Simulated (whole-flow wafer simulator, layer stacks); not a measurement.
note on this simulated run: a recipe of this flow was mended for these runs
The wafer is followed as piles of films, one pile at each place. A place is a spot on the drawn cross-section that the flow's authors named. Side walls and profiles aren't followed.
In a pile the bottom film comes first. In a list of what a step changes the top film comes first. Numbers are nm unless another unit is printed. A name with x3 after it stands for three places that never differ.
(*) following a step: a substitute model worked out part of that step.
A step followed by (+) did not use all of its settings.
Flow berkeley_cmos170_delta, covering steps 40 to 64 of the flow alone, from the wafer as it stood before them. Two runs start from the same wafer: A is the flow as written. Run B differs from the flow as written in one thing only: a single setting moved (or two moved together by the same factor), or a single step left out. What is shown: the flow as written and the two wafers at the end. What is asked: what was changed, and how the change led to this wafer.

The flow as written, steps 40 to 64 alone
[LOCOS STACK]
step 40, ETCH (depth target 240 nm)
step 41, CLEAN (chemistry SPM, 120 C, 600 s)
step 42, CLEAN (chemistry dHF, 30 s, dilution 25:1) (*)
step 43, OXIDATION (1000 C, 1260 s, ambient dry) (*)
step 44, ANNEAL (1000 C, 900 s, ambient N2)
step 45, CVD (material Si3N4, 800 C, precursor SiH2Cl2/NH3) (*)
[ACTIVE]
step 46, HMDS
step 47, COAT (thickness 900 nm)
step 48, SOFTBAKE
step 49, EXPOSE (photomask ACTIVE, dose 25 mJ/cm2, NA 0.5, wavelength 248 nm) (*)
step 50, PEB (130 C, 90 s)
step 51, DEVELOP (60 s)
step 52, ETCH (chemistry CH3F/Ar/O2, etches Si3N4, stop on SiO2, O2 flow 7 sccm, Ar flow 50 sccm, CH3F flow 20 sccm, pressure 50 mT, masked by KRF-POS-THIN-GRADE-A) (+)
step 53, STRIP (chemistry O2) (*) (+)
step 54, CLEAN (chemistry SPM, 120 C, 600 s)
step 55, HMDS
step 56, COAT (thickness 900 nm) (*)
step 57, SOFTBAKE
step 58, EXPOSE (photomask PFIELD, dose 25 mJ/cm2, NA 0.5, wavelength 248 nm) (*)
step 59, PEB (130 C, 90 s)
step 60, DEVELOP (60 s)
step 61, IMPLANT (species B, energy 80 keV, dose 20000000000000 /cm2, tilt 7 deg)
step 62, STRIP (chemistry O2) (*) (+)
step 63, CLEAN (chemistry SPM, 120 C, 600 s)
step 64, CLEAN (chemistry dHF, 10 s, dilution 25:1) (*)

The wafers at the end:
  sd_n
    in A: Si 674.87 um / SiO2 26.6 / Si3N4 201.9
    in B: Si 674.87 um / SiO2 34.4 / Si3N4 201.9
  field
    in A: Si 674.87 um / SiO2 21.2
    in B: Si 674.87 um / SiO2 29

What caused this: step 43, OXIDATION: 2016 s was run, while the flow as written has 1260 s.

How this came from the change, step by step:
  step 43, OXIDATION (1000 C, 1260 s, ambient dry) (*)
      field, sd_n, spacer_n and 6 more: A +26.6 SiO2 (new film), -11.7 Si | B +34.4 SiO2 (new film), -15.1 Si
